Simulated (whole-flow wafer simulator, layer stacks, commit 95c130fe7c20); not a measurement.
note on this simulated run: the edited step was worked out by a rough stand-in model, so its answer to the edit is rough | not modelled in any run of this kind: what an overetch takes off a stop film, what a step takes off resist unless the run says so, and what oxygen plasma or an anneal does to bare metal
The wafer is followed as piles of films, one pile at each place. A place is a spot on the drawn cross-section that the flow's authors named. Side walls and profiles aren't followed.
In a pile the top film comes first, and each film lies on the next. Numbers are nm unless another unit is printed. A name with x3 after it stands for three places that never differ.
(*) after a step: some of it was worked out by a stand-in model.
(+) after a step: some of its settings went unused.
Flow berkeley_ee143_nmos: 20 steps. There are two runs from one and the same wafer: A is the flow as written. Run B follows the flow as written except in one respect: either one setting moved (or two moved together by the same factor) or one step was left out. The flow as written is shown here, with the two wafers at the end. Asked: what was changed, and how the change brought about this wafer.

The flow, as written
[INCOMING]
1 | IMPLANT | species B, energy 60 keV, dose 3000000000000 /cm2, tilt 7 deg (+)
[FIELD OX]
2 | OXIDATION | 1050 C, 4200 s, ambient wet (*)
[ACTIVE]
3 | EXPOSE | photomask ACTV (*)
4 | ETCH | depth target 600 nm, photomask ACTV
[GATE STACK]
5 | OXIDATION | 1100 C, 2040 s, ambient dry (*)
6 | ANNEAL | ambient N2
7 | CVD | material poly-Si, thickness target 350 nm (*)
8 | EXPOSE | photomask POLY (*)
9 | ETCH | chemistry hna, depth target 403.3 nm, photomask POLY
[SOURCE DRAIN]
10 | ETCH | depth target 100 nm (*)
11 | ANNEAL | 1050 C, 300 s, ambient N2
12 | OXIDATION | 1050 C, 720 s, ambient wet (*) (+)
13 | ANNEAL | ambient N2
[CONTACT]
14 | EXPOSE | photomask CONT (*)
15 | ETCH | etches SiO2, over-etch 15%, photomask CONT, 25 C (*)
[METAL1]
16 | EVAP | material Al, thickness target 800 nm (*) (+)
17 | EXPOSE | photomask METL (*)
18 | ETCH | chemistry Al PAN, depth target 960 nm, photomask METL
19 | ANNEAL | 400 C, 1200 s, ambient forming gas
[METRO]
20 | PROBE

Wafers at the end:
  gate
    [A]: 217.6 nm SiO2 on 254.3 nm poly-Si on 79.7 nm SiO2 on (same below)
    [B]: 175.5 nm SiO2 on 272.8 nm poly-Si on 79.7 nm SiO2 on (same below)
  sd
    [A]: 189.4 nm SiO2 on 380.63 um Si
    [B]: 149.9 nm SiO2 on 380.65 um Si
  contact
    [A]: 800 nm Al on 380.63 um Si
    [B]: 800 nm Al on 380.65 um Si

Cause: step 12, OXIDATION: 522 s was run, though the flow has 720 s.

The path from the change to this, step by step:
  12 | OXIDATION | 1050 C, 720 s, ambient wet (*) (+)
      sd, contact: A +189.4 SiO2 (new film), -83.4 Si | B +149.9 SiO2 (new film), -66 Si
      gate: A +217.6 SiO2 (new film), -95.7 poly-Si | B +175.5 SiO2 (new film), -77.2 poly-Si
      (and at 1 other place as well)
  15 | ETCH | etches SiO2, over-etch 15%, photomask CONT, 25 C (*)
      contact: A -189.4 SiO2 (all of it) | B -149.9 SiO2 (all of it)
